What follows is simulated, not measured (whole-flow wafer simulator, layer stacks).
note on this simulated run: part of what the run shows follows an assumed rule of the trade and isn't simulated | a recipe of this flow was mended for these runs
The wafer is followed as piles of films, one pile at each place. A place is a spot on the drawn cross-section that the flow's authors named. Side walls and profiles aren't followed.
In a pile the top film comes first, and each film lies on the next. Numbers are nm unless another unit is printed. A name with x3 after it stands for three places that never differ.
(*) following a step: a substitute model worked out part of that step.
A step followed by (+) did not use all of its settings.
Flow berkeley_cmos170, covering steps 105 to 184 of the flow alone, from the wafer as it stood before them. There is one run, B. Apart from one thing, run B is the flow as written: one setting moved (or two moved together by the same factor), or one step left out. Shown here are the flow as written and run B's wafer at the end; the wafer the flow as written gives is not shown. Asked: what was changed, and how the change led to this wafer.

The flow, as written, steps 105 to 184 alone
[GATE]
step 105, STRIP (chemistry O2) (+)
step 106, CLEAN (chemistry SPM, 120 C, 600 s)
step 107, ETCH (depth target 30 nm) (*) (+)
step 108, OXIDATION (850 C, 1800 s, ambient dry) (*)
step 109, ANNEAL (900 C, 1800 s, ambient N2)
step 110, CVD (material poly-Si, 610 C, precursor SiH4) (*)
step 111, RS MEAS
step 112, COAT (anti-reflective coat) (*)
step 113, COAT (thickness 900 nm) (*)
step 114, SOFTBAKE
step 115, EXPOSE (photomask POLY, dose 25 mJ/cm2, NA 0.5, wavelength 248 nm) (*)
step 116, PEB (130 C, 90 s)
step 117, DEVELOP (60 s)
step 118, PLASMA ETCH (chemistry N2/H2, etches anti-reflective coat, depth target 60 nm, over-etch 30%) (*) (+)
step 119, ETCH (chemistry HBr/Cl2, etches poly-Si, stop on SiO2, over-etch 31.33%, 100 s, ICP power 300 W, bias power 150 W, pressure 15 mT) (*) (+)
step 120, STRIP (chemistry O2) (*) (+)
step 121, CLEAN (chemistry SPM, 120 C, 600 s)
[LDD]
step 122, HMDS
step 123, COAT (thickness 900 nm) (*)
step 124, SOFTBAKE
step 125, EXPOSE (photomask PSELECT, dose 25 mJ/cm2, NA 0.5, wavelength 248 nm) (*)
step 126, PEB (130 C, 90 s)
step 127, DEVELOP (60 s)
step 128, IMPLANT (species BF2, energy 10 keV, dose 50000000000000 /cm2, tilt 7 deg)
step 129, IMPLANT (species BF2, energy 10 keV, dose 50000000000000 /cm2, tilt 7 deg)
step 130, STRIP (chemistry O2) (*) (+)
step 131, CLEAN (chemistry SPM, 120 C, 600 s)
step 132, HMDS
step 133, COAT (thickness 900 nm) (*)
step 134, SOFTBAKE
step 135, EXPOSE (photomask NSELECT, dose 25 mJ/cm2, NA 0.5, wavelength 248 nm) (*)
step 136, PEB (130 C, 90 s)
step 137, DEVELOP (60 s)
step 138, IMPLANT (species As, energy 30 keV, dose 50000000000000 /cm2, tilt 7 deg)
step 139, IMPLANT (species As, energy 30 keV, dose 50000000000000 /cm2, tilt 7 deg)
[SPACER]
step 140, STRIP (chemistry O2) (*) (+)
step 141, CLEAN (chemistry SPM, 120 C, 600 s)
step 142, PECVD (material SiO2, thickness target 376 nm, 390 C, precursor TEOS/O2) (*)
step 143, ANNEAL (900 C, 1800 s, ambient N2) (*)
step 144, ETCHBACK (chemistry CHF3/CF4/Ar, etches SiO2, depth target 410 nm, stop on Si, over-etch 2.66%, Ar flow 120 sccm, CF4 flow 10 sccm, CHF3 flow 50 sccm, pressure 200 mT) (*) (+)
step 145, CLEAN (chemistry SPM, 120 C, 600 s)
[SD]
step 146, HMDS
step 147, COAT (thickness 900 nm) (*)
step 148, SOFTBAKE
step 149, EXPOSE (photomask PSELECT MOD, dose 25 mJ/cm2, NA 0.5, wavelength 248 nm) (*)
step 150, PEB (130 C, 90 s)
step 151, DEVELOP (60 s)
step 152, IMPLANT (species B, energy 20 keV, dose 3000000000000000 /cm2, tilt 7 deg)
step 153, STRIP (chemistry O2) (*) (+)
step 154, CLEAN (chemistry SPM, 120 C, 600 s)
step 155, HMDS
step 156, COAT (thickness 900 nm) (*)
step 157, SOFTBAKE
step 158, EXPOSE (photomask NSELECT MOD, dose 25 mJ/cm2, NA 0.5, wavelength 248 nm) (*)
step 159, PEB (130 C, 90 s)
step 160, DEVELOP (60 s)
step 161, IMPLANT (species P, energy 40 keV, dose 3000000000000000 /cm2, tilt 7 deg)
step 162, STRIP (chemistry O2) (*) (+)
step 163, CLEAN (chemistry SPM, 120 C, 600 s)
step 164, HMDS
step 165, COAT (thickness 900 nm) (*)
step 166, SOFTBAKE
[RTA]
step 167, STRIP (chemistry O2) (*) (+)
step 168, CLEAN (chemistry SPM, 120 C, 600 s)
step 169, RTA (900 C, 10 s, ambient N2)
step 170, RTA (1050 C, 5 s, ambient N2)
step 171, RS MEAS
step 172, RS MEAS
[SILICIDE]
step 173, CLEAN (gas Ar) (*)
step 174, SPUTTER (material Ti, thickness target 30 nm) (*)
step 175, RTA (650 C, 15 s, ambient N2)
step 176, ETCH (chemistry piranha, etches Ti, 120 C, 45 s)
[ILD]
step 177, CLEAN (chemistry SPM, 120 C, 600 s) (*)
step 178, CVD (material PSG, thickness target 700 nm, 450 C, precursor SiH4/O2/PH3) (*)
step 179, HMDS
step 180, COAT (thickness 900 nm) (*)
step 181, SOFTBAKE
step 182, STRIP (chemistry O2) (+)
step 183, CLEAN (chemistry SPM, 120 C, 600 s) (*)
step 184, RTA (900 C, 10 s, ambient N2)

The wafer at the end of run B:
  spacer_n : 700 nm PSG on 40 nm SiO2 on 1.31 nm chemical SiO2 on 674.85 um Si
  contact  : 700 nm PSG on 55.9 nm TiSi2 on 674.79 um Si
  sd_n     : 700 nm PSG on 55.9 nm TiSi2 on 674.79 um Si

Cause: step 110, CVD: 565 C was run, though the flow has 610 C.

Step by step, how the change led to this:
  step 110, CVD (material poly-Si, 610 C, precursor SiH4) (*)
      field, mark, sd_n and 10 more: poly-Si gains 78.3 (new film) (as written it would have been: poly-Si gains 213.7 (new film))
  step 112, COAT (anti-reflective coat) (*)
      field: anti-reflective coat gains 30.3 (new film) (as written it would have been: anti-reflective coat gains 34.6 (new film))
      sd_n: anti-reflective coat gains 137 (new film) (as written it would have been: anti-reflective coat gains 152.8 (new film))
      (as well as at 2 more places)
  step 118, PLASMA ETCH (chemistry N2/H2, etches anti-reflective coat, depth target 60 nm, over-etch 30%) (*) (+)
      field: anti-reflective coat loses 30.3 (all of it), poly-Si loses 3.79 (as written it would have been: anti-reflective coat loses 34.6 (all of it), poly-Si loses 4.21)
      mark: anti-reflective coat loses 60 (all of it), poly-Si loses 3.03 (as written it would have been: anti-reflective coat loses 60 (all of it), poly-Si loses 3.55)
      (as well as at 8 more places)
  step 119, ETCH (chemistry HBr/Cl2, etches poly-Si, stop on SiO2, over-etch 31.33%, 100 s, ICP power 300 W, bias power 150 W, pressure 15 mT) (*) (+)
      mark: poly-Si loses 75.2 (all of it), SiO2 loses 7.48 (all of it) (as written it would have been: poly-Si loses 210.1 (all of it), SiO2 loses 0.59)
      sd_n: poly-Si loses 77.2 (all of it), SiO2 loses 7.48 (all of it) (as written it would have been: poly-Si loses 212.5 (all of it), SiO2 loses 0.58)
      (as well as at 9 more places)
  step 120, STRIP (chemistry O2) (*) (+)
      mark, sd_n, spacer_n and 7 more: chemical SiO2 gains 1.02 (new film), Si loses 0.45 (as written it would have been: nothing)
      gate_n: chemical SiO2 gains 0.78 (new film), KrF-resist loses 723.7 (all of it), anti-reflective coat loses 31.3 (all of it), poly-Si loses 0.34 (as written it would have been: chemical SiO2 gains 0.78 (new film), KrF-resist loses 732.8 (all of it), anti-reflective coat loses 29.4 (all of it), poly-Si loses 0.34)
  step 123, COAT (thickness 900 nm) (*)
      gate_n: KrF-resist gains 892.2 (new film) (as written it would have been: KrF-resist gains 781.9 (new film))
      gate_p: KrF-resist gains 887.2 (new film) (as written it would have been: KrF-resist gains 776.8 (new film))
  step 127, DEVELOP (60 s)
      gate_p: KrF-resist loses 885.2 (all of it) (as written it would have been: KrF-resist loses 775.2 (all of it))
  step 130, STRIP (chemistry O2) (*) (+)
      gate_n: KrF-resist loses 875.3 (all of it), chemical SiO2 gains 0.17, poly-Si loses 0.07 (as written it would have been: KrF-resist loses 765.2 (all of it), chemical SiO2 gains 0.17)
  step 133, COAT (thickness 900 nm) (*)
      gate_n: KrF-resist gains 892.3 (new film) (as written it would have been: KrF-resist gains 782.2 (new film))
      gate_p: KrF-resist gains 887.3 (new film) (as written it would have been: KrF-resist gains 777.1 (new film))
  step 137, DEVELOP (60 s)
      gate_n: KrF-resist loses 890.3 (all of it) (as written it would have been: KrF-resist loses 780.5 (all of it))
  step 140, STRIP (chemistry O2) (*) (+)
      gate_p: KrF-resist loses 870.4 (all of it), chemical SiO2 gains 0.07 (as written it would have been: KrF-resist loses 760.5 (all of it), chemical SiO2 gains 0.07)
  step 142, PECVD (material SiO2, thickness target 376 nm, 390 C, precursor TEOS/O2) (*)
      mark, sd_n, spacer_n and 7 more: SiO2 gains 376 (new film) (as written it would have been: SiO2 gains 376)
  step 144, ETCHBACK (chemistry CHF3/CF4/Ar, etches SiO2, depth target 410 nm, stop on Si, over-etch 2.66%, Ar flow 120 sccm, CF4 flow 10 sccm, CHF3 flow 50 sccm, pressure 200 mT) (*) (+)
      sd_n, sd_p, contact, m1, via1, m2, via2: SiO2 loses 359.1 (all of it), chemical SiO2 loses 1.31 (all of it), Si loses 3.55 (as written it would have been: SiO2 loses 366 (all of it), Si loses 3.55)
      mark: SiO2 loses 359.1 (all of it), chemical SiO2 loses 1.2 (all of it), Si loses 3.55 (as written it would have been: SiO2 loses 366 (all of it), Si loses 3.55)
      (as well as at 2 more places)
  step 147, COAT (thickness 900 nm) (*)
      spacer_n: KrF-resist gains 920 (new film) (as written it would have been: KrF-resist gains 821 (new film))
      gate_n: KrF-resist gains 884.8 (new film) (as written it would have been: KrF-resist gains 788 (new film))
      (as well as at 3 more places)
  step 151, DEVELOP (60 s)
      sd_p: KrF-resist loses 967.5 (all of it) (as written it would have been: KrF-resist loses 988.2 (all of it))
      spacer_p: KrF-resist loses 912.4 (all of it) (as written it would have been: KrF-resist loses 813.2 (all of it))
      (as well as at 1 more place)
  step 153, STRIP (chemistry O2) (*) (+)
      spacer_n: KrF-resist loses 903 (all of it) (as written it would have been: KrF-resist loses 804.3 (all of it))
      gate_n: KrF-resist loses 867.9 (all of it), chemical SiO2 gains 0.17, poly-Si loses 0.07 (as written it would have been: KrF-resist loses 771.3 (all of it), chemical SiO2 gains 0.17, poly-Si loses 0.07)
  ... 6 other steps ...
  step 182, STRIP (chemistry O2) (+)
      sd_n: KrF-resist loses 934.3 (all of it) (as written it would have been: KrF-resist loses 1042.1 (all of it))
      spacer_n: KrF-resist loses 898.2 (all of it) (as written it would have been: KrF-resist loses 873 (all of it))
      (as well as at 4 more places)
